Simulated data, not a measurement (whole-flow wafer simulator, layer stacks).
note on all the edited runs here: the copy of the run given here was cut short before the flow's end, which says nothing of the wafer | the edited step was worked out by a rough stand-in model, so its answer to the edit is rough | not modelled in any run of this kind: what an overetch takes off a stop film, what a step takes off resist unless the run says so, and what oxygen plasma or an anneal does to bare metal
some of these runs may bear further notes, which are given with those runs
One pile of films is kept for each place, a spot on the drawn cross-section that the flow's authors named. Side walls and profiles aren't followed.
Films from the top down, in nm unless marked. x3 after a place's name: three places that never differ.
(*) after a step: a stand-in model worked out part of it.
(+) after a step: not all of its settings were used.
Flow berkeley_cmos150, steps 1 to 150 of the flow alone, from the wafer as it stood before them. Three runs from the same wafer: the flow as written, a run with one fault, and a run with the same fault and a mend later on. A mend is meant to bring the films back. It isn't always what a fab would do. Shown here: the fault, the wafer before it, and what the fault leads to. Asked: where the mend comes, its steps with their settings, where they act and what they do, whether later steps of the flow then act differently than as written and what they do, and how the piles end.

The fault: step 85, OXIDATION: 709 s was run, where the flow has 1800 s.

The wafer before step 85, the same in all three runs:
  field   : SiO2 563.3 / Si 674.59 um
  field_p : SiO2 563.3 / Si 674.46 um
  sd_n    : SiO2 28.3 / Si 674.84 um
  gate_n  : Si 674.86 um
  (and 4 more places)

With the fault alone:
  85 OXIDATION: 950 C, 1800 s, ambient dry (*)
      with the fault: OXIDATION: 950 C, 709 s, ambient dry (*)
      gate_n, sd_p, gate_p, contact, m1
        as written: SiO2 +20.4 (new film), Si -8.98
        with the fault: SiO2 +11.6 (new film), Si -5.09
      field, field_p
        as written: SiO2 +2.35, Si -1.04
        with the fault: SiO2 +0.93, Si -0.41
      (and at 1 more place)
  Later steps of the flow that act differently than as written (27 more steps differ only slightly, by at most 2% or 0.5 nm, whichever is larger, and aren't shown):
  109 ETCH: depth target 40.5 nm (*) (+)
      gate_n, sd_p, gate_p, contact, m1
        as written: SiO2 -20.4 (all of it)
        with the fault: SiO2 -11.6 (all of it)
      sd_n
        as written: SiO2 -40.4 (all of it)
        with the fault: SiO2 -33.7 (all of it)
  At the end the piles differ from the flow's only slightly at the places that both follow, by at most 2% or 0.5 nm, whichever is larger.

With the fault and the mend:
  The mend comes after step 94.
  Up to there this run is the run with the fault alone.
  94a STRIP (*) (+)
      field_p
        KrF resist -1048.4 (all of it)
      sd_p
        KrF resist -1275.6 (all of it)
      gate_p
        KrF resist -1250.1 (all of it)
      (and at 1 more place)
  94b CLEAN: chemistry SPM, 600 s (the flow's step 77 once more)
      changes no film at any place that is followed
  94c OXIDATION: 950 C, 980 s, ambient dry (*) (the flow's step 85 once more, with other settings)
      gate_n, sd_p, gate_p, contact, m1
        SiO2 +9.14, Si -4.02
      field, field_p
        SiO2 +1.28, Si -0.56
      sd_n
        SiO2 +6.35, Si -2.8
  94d HMDS (the flow's step 88 once more)
      changes no film at any place that is followed
  94e COAT: KrF resist, thickness 1100 nm (*) (the flow's step 89 once more)
      field
        KrF resist +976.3 (new film)
      field_p
        KrF resist +1087.8 (new film)
      sd_n
        KrF resist +1243.1 (new film)
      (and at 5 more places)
  94f SOFTBAKE: KrF resist (the flow's step 90 once more)
      changes no film at any place that is followed
  94g EXPOSE: photomask NWELL INV, NA 0.5, wavelength 248 nm (*) (the flow's step 91 once more)
      changes no film at any place that is followed
  94h PEB: KrF resist, 110 C, 90 s (the flow's step 92 once more)
      field
        KrF resist -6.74
      field_p
        KrF resist -7.53
      sd_n
        KrF resist -8.63
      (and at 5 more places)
  94i DEVELOP: KrF resist, thickness 1100 nm, developer developer-D-0.26N, 45 s (the flow's step 93 once more)
      field_p, sd_p, gate_p, m1
        KrF resist -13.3
      field
        KrF resist -969.5 (all of it)
      sd_n
        KrF resist -1234.5 (all of it)
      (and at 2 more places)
  94j HARDBAKE: 120 C, 7200 s (the flow's step 94 once more)
      field_p
        KrF resist -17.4
      sd_p
        KrF resist -21.4
      gate_p
        KrF resist -20.9
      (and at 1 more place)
  No later step of the flow acts differently than as written, at any place that is followed, by more than 2% or 0.5 nm, whichever is larger.
  At the end the piles differ from the flow's only slightly at the places that both follow, by at most 2% or 0.5 nm, whichever is larger.
